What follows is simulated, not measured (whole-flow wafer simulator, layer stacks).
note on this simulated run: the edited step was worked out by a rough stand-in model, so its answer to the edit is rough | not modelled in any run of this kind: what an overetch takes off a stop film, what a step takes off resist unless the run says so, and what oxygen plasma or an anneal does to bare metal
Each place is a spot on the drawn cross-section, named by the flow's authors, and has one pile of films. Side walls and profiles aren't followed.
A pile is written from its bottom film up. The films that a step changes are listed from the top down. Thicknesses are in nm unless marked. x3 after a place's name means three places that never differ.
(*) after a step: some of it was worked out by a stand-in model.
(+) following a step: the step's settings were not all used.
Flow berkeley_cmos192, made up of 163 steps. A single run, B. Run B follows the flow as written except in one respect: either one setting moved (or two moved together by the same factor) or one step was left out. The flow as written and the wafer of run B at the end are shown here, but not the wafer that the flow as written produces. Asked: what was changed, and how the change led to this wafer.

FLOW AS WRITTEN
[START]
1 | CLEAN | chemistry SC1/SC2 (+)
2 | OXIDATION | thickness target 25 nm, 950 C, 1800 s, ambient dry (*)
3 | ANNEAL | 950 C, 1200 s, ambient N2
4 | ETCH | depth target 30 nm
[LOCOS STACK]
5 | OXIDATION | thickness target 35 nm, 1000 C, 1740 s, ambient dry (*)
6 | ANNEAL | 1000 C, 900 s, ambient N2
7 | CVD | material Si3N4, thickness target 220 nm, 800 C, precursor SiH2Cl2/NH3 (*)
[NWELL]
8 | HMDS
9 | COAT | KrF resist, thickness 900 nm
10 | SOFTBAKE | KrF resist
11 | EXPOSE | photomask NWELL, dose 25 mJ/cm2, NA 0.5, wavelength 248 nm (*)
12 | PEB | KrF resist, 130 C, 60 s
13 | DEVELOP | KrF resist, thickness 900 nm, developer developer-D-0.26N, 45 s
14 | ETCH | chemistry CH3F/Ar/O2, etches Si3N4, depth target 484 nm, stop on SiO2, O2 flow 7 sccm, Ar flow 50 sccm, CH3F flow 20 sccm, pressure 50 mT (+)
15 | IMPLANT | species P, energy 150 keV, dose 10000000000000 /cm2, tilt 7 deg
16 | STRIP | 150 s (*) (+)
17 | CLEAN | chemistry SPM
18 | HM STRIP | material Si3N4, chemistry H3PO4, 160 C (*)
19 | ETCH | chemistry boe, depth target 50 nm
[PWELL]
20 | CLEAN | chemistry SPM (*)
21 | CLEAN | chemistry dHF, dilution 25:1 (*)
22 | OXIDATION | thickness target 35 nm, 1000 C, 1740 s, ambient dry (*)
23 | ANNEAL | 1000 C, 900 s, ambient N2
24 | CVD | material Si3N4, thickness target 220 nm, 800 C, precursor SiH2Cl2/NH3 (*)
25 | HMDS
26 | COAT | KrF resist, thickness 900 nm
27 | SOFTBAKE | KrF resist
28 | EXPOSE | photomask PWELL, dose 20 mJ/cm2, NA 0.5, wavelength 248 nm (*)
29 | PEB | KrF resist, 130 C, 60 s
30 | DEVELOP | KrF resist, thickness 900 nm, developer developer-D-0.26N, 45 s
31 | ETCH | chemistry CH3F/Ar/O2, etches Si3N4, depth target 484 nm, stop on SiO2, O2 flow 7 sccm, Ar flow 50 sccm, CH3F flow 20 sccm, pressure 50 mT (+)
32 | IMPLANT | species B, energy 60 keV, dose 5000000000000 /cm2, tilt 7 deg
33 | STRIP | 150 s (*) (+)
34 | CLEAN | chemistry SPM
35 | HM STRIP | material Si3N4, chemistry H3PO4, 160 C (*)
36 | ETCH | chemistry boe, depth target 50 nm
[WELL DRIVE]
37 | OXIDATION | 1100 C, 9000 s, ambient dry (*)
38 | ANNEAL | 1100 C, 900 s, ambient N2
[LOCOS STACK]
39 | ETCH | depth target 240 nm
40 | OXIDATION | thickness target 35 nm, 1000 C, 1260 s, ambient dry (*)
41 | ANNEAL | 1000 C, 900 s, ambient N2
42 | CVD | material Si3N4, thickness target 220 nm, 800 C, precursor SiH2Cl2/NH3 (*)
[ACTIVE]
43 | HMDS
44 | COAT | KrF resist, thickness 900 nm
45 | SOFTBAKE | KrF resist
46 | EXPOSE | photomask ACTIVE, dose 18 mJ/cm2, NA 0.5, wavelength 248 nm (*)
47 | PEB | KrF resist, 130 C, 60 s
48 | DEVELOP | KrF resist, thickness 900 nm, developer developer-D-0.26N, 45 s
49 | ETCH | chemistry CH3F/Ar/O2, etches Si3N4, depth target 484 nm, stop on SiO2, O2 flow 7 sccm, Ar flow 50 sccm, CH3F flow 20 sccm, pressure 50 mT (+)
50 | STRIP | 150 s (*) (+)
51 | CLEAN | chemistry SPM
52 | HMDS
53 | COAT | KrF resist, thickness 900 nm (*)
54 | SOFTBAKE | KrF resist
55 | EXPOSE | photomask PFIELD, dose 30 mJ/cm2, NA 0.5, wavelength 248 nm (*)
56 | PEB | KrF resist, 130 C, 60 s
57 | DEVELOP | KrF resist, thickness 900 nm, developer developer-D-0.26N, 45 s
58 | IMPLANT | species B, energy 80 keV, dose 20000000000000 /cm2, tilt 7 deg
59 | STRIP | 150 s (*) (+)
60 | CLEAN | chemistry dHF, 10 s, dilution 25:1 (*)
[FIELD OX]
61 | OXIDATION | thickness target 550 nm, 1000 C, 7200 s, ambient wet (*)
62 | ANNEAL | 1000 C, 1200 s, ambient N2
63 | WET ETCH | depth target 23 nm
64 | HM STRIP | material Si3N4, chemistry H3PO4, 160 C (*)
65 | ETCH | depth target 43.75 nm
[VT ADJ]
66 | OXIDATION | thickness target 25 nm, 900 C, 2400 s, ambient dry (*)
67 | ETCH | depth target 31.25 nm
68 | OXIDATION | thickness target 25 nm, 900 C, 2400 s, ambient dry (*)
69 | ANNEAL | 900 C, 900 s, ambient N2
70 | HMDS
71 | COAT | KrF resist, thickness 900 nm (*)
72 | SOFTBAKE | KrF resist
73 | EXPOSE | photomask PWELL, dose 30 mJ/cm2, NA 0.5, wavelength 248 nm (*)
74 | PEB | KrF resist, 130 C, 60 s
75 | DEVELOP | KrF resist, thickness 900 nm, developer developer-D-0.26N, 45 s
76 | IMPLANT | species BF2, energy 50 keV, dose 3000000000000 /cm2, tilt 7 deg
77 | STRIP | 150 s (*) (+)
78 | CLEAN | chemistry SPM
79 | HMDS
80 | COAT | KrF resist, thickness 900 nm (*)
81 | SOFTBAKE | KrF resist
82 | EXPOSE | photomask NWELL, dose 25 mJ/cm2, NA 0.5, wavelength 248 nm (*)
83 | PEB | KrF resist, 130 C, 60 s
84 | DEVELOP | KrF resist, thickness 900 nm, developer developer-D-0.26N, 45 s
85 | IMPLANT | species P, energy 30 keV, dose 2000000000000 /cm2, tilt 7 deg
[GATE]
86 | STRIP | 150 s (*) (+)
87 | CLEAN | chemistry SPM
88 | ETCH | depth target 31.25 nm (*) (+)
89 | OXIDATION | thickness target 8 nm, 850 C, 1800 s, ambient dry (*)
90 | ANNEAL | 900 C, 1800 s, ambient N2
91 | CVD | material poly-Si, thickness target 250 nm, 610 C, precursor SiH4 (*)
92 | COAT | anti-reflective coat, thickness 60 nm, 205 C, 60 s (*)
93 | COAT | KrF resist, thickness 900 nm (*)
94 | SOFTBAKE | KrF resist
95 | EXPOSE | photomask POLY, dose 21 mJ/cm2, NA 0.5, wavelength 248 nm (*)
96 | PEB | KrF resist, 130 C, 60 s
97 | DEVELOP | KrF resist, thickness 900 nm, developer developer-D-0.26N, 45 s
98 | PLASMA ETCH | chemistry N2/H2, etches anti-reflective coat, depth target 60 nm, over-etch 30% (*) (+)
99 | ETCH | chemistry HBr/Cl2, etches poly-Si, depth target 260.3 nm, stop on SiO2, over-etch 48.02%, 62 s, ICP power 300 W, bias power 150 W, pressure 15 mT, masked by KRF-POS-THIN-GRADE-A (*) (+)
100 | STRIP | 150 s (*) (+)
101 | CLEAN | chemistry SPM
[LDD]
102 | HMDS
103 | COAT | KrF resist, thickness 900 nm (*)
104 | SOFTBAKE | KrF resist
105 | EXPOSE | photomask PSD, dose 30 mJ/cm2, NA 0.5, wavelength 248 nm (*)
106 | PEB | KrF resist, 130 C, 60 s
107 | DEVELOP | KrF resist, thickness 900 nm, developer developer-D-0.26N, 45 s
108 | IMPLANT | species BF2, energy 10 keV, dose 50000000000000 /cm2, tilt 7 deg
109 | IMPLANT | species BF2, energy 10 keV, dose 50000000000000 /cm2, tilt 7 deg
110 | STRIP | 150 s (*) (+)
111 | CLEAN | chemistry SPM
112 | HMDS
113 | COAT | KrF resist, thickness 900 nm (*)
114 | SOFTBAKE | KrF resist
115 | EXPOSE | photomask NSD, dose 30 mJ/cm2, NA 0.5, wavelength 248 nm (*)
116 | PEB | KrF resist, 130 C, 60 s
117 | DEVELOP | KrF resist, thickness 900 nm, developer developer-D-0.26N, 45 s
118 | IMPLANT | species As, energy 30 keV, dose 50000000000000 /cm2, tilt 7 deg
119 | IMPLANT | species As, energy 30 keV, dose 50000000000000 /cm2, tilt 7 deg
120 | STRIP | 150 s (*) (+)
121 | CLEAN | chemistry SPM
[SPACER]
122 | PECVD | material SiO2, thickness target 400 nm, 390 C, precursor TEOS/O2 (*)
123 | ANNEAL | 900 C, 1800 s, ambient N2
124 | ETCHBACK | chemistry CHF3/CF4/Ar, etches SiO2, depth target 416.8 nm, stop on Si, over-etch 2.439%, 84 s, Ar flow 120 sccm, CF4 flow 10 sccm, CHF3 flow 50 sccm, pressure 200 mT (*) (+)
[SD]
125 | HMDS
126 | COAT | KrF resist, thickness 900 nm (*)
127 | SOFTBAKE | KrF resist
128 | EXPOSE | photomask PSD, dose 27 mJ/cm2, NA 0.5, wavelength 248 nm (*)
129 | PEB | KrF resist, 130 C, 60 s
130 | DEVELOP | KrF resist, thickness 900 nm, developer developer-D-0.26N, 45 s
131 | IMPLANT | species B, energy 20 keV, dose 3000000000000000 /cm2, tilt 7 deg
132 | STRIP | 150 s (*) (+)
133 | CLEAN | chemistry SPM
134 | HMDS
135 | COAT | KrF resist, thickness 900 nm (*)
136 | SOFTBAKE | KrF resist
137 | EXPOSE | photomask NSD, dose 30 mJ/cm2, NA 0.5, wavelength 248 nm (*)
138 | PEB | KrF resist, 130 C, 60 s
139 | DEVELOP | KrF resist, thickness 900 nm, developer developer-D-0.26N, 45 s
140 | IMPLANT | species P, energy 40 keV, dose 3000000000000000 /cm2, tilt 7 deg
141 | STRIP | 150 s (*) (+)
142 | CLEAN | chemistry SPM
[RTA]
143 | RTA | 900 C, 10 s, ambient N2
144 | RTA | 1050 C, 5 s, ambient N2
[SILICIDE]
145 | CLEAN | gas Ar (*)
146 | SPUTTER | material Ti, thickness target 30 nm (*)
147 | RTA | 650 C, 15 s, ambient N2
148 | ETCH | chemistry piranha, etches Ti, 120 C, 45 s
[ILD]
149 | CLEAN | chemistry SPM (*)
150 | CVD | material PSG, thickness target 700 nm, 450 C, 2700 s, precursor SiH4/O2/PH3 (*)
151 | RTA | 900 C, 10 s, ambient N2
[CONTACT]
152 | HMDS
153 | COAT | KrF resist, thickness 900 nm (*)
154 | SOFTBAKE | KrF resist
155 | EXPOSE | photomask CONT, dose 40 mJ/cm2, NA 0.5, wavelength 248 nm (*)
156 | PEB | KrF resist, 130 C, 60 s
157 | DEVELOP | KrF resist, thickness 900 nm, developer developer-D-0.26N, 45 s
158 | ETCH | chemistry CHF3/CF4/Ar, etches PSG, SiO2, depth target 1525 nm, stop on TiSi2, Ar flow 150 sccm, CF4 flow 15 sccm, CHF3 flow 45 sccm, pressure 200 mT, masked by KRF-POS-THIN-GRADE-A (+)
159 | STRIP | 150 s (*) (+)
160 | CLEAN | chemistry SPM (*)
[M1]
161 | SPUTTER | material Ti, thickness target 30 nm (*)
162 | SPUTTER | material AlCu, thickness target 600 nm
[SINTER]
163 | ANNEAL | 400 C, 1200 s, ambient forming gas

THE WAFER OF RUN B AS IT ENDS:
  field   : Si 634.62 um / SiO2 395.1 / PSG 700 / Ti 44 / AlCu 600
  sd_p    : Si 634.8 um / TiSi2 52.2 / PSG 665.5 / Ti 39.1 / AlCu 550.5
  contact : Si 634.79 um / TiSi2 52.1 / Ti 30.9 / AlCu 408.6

What caused this: step 161, SPUTTER: thickness target 44 nm was run, though the flow has thickness target 30 nm.
One can read it off the wafer: field has Ti 44, and step 161 as written asks for 30 nm.

How this came from the change, step by step:
  161 | SPUTTER | material Ti, thickness target 30 nm (*)
      field, sd_n, spacer_n, gate, spacer_p, gate_p, m1: +44 Ti (new film) (in the flow as written it would be: +30 Ti (new film))
      sd_p: +39.1 Ti (new film) (in the flow as written it would be: +26.6 Ti (new film))
      (and at 1 other place as well)
